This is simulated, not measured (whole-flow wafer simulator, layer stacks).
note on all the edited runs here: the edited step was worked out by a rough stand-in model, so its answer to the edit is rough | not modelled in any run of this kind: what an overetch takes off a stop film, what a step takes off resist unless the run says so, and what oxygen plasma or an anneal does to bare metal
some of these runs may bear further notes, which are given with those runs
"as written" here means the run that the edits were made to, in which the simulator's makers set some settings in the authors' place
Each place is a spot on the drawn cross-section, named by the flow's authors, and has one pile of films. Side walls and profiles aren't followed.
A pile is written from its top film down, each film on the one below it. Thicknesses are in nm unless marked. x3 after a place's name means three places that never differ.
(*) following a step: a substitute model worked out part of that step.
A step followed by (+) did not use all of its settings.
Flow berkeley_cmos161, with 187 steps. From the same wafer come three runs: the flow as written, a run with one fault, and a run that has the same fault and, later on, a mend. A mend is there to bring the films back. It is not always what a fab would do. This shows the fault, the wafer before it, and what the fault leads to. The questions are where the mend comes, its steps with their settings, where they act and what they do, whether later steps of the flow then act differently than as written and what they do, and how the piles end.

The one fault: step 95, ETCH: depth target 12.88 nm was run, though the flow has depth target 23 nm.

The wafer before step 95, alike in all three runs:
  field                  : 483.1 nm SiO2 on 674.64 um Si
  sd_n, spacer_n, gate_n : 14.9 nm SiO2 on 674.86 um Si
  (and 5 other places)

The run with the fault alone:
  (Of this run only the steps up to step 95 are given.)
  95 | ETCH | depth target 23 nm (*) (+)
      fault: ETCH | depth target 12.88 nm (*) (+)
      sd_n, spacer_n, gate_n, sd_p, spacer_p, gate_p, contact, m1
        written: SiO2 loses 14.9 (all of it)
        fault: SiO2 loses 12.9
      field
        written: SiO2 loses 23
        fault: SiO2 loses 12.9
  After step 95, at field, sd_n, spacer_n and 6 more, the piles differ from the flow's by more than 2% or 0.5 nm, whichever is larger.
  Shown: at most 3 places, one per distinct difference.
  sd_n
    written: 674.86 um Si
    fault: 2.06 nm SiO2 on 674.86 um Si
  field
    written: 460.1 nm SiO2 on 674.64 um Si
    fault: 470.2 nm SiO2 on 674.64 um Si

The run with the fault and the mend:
  The mend follows step 95.
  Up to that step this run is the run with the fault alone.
  95a | ETCH | depth target 10.12 nm (*) (+) (a further turn of the flow's step 95, with different settings)
      sd_n, spacer_n, gate_n, sd_p, spacer_p, gate_p, contact, m1
        SiO2 loses 2.06 (all of it)
      field
        SiO2 loses 10.1
  Later steps of the flow that are run all act as written at every place that is followed.
  The piles end the same as the flow's at every place that both follow.
